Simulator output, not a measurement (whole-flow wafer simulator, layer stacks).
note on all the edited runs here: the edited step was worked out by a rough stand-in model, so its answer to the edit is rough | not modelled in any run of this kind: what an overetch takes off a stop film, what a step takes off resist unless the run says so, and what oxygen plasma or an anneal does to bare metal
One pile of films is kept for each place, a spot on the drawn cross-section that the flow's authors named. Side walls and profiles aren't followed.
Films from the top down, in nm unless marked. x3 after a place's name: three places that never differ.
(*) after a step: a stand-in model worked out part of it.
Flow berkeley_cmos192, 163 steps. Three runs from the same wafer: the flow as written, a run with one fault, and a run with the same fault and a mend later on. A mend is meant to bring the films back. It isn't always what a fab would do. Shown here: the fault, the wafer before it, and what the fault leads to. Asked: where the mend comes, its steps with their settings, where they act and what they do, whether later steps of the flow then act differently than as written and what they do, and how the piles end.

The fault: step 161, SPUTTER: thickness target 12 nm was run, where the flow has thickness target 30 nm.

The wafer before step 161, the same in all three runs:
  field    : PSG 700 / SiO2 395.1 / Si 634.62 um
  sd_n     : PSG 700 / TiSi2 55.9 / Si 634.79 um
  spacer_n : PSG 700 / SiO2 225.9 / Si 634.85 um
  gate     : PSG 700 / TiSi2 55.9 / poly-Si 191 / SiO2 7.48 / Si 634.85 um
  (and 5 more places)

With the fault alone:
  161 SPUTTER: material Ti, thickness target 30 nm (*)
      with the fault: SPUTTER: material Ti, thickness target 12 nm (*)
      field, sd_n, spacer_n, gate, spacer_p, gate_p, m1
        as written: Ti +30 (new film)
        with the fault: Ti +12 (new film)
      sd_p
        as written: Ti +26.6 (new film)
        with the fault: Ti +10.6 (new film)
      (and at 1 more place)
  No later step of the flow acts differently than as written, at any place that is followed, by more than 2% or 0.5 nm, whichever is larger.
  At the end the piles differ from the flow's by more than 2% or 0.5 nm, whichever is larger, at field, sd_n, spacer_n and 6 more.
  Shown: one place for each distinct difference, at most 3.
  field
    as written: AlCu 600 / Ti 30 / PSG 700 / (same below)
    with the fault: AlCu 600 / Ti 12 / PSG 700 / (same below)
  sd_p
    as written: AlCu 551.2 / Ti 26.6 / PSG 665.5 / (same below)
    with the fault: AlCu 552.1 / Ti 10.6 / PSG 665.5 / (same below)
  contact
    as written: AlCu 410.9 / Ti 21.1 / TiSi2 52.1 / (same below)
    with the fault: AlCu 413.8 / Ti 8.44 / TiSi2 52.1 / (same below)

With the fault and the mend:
  The mend comes after step 161.
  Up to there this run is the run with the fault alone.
  161a SPUTTER: material Ti, thickness target 18 nm (*) (the flow's step 161 once more, with other settings)
      field, sd_n, spacer_n, gate, spacer_p, gate_p, m1
        Ti +18
      sd_p
        Ti +16
      contact
        Ti +12.6
  No later step of the flow acts differently than as written at any place that is followed.
  At the end the piles differ from the flow's only slightly at the places that both follow, by at most 2% or 0.5 nm, whichever is larger.
